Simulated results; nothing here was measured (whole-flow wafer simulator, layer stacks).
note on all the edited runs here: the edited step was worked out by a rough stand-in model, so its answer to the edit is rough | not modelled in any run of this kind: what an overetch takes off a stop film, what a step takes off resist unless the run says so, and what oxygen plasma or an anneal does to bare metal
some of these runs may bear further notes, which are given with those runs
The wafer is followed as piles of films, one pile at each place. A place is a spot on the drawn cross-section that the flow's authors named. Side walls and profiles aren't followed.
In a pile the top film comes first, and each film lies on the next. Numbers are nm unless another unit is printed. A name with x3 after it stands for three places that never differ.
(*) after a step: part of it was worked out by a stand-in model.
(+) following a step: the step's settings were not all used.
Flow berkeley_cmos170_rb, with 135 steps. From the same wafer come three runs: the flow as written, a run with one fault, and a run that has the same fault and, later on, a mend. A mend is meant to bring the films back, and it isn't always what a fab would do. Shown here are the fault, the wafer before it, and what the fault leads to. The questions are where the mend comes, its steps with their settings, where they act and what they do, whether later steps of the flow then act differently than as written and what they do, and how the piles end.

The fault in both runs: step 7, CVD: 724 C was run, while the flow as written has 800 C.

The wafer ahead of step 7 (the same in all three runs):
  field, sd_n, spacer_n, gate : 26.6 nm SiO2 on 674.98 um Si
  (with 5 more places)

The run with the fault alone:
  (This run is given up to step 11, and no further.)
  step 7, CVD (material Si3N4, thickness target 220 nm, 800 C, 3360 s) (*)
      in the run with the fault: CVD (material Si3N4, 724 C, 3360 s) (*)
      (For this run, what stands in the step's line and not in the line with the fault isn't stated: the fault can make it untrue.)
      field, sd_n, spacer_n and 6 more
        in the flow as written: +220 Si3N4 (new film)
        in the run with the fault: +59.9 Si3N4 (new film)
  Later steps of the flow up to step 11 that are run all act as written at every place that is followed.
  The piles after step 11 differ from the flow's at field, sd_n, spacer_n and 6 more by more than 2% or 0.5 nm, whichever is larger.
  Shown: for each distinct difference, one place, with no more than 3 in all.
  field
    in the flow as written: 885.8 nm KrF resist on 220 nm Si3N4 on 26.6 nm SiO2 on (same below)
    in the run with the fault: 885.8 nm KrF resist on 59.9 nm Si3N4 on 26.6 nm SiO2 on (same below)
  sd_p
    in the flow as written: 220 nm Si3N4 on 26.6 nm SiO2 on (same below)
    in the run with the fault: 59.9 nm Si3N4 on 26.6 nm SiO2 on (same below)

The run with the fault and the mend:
  The mend follows step 11.
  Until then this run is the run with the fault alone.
  step 11a, STRIP (*) (+)
      field, sd_n, spacer_n, gate, contact, m1
        -885.8 KrF resist (all of it)
  step 11b, CLEAN (*) (a further turn of the flow's step 1)
      does not change any film at any place that is followed
  step 11c, CVD (material Si3N4, thickness target 160.1 nm, 800 C, 2445 s) (*) (a further turn of the flow's step 7, with different settings)
      field, sd_n, spacer_n and 6 more
        +160.1 Si3N4
  step 11d, COAT (KrF resist, thickness 900 nm) (a further turn of the flow's step 8)
      field, sd_n, spacer_n and 6 more
        +900 KrF resist (new film)
  step 11e, EXPOSE (photomask NWELL) (a further turn of the flow's step 9)
      does not change any film at any place that is followed
  step 11f, PEB (130 C, 60 s) (*) (a further turn of the flow's step 10)
      does not change any film at any place that is followed
  step 11g, DEVELOP (developer developer-D-0.26N, 45 s) (a further turn of the flow's step 11)
      field, sd_n, spacer_n, gate, contact, m1
        -14.2 KrF resist
      sd_p, spacer_p, gate_p
        -900 KrF resist (all of it)
  Later steps of the flow that are run all act as written at every place that is followed, up to a difference of at most 2% or 0.5 nm, whichever is larger.
  By the end, the piles equal the flow's at every place that both follow.
